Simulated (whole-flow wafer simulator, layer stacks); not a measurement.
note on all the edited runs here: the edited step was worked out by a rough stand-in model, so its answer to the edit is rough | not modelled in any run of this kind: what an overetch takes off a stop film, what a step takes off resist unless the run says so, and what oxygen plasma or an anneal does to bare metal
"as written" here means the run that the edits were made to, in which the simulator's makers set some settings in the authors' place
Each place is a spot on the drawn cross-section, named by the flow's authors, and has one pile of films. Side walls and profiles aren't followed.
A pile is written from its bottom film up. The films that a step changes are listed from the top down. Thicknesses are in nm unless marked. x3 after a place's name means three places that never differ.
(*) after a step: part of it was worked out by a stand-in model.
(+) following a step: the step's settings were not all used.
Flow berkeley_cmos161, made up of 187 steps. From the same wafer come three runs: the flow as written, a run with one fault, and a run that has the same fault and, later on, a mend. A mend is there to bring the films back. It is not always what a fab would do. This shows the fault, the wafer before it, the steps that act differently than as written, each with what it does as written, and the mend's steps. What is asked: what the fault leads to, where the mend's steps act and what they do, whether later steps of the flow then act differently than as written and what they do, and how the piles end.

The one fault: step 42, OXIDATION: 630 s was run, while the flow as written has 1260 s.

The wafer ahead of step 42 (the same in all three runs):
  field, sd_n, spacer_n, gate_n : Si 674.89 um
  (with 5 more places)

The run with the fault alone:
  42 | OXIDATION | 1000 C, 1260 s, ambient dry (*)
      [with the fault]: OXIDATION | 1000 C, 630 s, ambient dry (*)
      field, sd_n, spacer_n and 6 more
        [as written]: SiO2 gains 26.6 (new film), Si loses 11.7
        [with the fault]: SiO2 gains 18.4 (new film), Si loses 8.08
  Steps further on in the flow that do not act as written (46 other steps are not shown; they differ only slightly, by no more than 2% or 0.5 nm, whichever is larger):
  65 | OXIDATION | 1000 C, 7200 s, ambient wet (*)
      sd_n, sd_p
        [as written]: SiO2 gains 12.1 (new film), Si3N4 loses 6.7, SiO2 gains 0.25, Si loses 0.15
        [with the fault]: SiO2 gains 12.1 (new film), Si3N4 loses 6.7
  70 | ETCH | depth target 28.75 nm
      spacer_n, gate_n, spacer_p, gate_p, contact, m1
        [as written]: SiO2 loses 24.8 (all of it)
        [with the fault]: SiO2 loses 16.6 (all of it)
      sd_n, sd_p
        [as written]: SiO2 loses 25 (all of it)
        [with the fault]: SiO2 loses 16.6 (all of it)
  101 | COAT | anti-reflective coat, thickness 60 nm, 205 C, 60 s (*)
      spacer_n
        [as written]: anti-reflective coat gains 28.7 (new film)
        [with the fault]: anti-reflective coat gains 29.3 (new film)
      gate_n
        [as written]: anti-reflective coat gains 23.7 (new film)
        [with the fault]: anti-reflective coat gains 24.8 (new film)
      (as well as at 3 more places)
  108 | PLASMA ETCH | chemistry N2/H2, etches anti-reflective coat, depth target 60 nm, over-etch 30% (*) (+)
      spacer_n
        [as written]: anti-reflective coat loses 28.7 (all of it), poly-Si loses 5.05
        [with the fault]: anti-reflective coat loses 29.3 (all of it), poly-Si loses 4.96
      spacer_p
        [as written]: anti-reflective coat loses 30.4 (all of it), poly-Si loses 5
        [with the fault]: anti-reflective coat loses 31.2 (all of it), poly-Si loses 4.91
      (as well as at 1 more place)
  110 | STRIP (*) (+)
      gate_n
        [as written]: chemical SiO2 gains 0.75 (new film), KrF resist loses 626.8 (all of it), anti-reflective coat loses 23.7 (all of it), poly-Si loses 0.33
        [with the fault]: chemical SiO2 gains 0.75 (new film), KrF resist loses 624 (all of it), anti-reflective coat loses 24.8 (all of it), poly-Si loses 0.33
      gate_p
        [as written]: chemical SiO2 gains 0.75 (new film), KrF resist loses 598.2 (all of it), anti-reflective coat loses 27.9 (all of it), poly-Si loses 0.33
        [with the fault]: chemical SiO2 gains 0.75 (new film), KrF resist loses 596.3 (all of it), anti-reflective coat loses 28.5 (all of it), poly-Si loses 0.33
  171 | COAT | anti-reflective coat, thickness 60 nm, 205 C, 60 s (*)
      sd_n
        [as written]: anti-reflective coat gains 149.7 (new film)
        [with the fault]: anti-reflective coat gains 145.4 (new film)
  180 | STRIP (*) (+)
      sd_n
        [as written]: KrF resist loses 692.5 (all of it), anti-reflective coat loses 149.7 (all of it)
        [with the fault]: KrF resist loses 693.2 (all of it), anti-reflective coat loses 145.4 (all of it)
  When the end is reached, the piles differ only a little from the flow's at the places that both follow, at most by 2% or 0.5 nm, whichever is larger.

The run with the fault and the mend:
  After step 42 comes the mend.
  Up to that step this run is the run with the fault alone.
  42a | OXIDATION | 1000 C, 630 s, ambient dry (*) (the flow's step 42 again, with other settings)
      field, sd_n, spacer_n and 6 more
        SiO2 gains 8.19, Si loses 3.6
  Later steps of the flow that are run all act as written at every place that is followed.
  At every place that both follow, the piles at the end match the flow's.
